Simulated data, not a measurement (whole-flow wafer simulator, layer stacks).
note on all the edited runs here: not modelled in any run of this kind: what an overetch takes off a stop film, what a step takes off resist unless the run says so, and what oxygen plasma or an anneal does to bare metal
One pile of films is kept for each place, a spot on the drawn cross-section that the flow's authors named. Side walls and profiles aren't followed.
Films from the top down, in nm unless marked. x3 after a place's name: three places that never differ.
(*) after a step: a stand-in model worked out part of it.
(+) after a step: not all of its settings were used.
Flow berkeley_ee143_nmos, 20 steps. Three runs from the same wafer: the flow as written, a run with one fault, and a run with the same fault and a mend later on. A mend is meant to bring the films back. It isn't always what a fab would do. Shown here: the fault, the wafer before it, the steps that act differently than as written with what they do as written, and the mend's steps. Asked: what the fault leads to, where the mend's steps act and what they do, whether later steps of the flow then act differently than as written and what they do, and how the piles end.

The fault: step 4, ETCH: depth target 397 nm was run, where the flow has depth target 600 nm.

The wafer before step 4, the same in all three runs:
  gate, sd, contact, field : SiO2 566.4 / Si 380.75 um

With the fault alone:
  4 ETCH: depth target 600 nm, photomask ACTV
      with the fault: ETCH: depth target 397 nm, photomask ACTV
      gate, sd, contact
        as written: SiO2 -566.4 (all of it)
        with the fault: SiO2 -397
  Later steps of the flow that act differently than as written:
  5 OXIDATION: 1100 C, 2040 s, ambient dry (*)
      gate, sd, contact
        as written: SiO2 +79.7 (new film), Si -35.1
        with the fault: SiO2 +28.7, Si -12.6
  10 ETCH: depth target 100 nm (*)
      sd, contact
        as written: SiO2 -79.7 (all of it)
        with the fault: SiO2 -100
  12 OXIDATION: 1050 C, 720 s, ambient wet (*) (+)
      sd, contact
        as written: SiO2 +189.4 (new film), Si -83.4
        with the fault: SiO2 +143.7, Si -63.2
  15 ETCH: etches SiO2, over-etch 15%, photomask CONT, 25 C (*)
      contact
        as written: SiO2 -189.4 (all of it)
        with the fault: SiO2 -241.8 (all of it)
  At the end the piles differ from the flow's by more than 2% or 0.5 nm, whichever is larger, at gate, sd.
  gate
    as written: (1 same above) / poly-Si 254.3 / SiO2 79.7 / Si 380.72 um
    with the fault: (1 same above) / poly-Si 254.3 / SiO2 198.1 / Si 380.74 um
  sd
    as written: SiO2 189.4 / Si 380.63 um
    with the fault: SiO2 241.8 / Si 380.68 um

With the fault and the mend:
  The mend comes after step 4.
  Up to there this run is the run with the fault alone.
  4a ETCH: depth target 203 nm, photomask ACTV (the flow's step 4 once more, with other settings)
      gate, sd, contact
        SiO2 -169.4 (all of it)
  No later step of the flow acts differently than as written at any place that is followed.
  At the end the piles are the same as the flow's at every place that both follow.
